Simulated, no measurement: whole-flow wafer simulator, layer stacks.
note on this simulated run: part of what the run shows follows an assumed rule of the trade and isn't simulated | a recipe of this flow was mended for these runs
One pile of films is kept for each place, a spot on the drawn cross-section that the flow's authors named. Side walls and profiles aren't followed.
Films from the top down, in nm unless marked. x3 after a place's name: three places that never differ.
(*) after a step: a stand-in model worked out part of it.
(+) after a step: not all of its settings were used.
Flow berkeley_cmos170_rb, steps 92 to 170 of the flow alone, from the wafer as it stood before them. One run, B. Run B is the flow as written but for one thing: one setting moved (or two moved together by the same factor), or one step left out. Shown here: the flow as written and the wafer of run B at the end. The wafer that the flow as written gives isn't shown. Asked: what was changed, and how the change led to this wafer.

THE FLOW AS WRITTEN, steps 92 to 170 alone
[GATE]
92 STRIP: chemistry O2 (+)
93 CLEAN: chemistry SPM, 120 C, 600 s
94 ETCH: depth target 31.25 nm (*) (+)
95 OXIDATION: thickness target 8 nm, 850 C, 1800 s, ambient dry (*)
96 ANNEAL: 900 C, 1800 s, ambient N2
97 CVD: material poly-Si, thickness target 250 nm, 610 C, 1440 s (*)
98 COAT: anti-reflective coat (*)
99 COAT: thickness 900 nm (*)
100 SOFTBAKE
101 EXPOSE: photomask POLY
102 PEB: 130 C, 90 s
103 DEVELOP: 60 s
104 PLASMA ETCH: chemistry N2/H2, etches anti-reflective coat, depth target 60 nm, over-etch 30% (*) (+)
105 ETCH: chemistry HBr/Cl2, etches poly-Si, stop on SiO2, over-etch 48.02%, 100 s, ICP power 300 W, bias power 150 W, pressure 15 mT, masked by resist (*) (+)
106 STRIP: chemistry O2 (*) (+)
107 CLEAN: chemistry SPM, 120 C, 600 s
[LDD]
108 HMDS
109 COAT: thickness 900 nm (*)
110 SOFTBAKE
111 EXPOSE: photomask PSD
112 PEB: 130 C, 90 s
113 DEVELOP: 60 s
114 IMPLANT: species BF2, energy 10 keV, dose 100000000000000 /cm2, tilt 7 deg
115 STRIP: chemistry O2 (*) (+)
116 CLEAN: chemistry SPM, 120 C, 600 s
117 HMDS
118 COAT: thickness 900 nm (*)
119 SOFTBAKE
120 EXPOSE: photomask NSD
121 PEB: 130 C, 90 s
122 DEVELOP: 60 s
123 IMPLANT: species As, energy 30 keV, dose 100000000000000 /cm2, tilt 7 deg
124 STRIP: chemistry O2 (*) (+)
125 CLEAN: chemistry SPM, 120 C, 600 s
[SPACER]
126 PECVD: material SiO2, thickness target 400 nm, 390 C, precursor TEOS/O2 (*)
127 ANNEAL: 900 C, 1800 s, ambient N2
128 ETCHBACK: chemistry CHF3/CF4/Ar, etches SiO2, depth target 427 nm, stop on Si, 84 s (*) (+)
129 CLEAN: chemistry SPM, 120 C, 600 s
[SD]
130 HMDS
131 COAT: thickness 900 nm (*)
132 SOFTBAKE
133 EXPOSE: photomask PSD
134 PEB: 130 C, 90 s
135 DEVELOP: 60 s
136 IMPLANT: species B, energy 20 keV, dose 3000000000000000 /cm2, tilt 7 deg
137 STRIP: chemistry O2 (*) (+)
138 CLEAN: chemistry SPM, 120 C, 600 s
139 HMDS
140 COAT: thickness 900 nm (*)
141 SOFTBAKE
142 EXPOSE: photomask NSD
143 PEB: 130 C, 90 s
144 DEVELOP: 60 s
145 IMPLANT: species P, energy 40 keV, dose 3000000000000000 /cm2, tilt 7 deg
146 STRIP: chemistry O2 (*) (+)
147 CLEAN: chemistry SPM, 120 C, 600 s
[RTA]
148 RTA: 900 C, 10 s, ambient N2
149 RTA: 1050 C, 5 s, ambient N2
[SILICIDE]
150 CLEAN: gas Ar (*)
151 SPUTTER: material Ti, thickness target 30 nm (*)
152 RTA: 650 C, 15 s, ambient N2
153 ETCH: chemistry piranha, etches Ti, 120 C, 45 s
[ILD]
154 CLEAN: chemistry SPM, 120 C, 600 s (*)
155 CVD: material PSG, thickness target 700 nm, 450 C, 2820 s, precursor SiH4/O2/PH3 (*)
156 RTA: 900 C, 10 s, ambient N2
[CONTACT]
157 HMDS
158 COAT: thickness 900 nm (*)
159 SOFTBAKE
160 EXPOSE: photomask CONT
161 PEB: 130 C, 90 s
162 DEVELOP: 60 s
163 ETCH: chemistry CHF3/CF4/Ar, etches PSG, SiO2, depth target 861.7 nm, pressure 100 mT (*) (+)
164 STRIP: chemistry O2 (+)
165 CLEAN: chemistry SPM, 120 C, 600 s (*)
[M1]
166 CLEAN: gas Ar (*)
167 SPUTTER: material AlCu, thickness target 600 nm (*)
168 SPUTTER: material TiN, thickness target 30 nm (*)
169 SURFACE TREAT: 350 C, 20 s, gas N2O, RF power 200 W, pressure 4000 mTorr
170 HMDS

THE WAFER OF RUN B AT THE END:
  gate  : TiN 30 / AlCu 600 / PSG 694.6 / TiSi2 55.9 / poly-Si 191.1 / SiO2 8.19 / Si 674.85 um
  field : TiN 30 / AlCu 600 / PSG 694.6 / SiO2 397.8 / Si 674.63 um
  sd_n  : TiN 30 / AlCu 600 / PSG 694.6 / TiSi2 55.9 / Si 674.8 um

The cause: step 95, OXIDATION: thickness target 9.2 nm was run, where the flow has thickness target 8 nm; step 95, OXIDATION: 2070 s was run, where the flow has 1800 s.

How the change led to this, step by step:
  95 OXIDATION: thickness target 8 nm, 850 C, 1800 s, ambient dry (*)
      sd_n, spacer_n, gate, sd_p, spacer_p, gate_p, contact, m1: SiO2 +8.19 (new film), Si -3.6 (as written it would be: SiO2 +7.53 (new film), Si -3.31)
